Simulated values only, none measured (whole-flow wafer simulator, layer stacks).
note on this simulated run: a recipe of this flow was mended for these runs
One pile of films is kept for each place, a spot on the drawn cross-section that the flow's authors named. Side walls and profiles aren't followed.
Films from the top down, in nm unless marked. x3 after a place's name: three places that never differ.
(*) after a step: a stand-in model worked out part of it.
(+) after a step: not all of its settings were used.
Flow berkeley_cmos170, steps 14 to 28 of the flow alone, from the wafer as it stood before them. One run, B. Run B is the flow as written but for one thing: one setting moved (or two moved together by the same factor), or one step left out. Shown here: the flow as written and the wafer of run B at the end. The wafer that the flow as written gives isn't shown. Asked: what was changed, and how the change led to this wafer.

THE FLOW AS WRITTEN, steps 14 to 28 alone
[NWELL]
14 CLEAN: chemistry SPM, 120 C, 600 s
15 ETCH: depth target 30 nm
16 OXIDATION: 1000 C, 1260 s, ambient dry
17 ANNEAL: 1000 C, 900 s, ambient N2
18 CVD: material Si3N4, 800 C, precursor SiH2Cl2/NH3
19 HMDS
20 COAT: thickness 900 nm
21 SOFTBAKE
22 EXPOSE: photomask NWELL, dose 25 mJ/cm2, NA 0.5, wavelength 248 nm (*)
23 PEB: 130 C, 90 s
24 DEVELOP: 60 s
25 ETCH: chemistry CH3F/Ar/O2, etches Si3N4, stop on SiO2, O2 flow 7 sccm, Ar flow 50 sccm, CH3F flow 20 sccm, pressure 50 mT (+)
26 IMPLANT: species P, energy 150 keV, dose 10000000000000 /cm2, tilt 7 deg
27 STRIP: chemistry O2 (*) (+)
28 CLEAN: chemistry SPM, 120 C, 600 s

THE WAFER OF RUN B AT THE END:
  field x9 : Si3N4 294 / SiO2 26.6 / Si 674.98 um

The cause: step 18, CVD: 832 C was run, where the flow has 800 C.

How the change led to this, step by step:
  18 CVD: material Si3N4, 800 C, precursor SiH2Cl2/NH3
      field x9, mark, sd_p x3: Si3N4 +294 (new film) (as written it would be: Si3N4 +224 (new film))
  25 ETCH: chemistry CH3F/Ar/O2, etches Si3N4, stop on SiO2, O2 flow 7 sccm, Ar flow 50 sccm, CH3F flow 20 sccm, pressure 50 mT (+)
      field x9, mark: KrF-resist -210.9 (as written it would be: KrF-resist -164.2)
      sd_p x3: Si3N4 -294 (all of it), SiO2 -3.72 (as written it would be: Si3N4 -224 (all of it), SiO2 -3.72)
  27 STRIP: chemistry O2 (*) (+)
      field x9, mark: KrF-resist -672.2 (all of it) (as written it would be: KrF-resist -718.8 (all of it))
